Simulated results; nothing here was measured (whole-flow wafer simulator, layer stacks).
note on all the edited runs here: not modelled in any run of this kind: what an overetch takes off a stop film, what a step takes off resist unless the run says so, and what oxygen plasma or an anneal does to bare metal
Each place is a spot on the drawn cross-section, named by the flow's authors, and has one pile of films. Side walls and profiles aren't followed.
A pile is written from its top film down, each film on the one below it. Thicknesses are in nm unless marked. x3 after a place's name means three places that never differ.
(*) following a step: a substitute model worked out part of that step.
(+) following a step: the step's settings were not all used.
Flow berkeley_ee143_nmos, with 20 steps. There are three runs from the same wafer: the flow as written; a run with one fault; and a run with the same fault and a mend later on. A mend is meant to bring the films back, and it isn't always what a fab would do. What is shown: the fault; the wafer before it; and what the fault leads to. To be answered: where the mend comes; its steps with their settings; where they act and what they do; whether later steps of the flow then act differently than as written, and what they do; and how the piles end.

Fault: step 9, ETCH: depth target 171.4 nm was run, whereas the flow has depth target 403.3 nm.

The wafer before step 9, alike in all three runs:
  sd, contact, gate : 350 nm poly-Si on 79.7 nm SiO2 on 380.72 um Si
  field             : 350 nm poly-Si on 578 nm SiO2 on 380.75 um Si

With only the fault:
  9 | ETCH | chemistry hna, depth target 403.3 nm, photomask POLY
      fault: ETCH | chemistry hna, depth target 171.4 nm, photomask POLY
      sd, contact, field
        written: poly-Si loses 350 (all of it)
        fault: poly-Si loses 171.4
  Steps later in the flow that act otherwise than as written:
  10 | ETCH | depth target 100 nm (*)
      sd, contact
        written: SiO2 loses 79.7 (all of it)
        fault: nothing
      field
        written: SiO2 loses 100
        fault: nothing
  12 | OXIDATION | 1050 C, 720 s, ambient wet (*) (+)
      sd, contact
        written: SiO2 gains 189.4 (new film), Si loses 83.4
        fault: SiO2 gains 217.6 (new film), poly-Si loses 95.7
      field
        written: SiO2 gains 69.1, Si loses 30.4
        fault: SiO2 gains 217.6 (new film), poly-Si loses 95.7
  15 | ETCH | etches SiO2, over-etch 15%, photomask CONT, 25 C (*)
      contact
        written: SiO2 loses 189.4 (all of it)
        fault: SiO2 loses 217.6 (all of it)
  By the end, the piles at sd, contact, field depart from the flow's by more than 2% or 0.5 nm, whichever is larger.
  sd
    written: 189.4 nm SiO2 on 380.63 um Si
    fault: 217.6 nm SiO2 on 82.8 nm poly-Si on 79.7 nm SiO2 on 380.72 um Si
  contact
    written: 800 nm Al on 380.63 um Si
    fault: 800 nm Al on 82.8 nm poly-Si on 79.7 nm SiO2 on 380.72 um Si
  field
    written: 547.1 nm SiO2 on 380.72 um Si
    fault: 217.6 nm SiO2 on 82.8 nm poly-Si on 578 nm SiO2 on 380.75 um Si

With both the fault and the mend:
  The mend stands after step 9.
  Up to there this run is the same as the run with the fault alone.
  9a | ETCH | chemistry hna, depth target 231.9 nm, photomask POLY (a further turn of the flow's step 9, with different settings)
      sd, contact, field
        poly-Si loses 178.6 (all of it)
  Later steps of the flow that are run all act as written at every place that is followed.
  At every place that both follow, the piles at the end match the flow's.
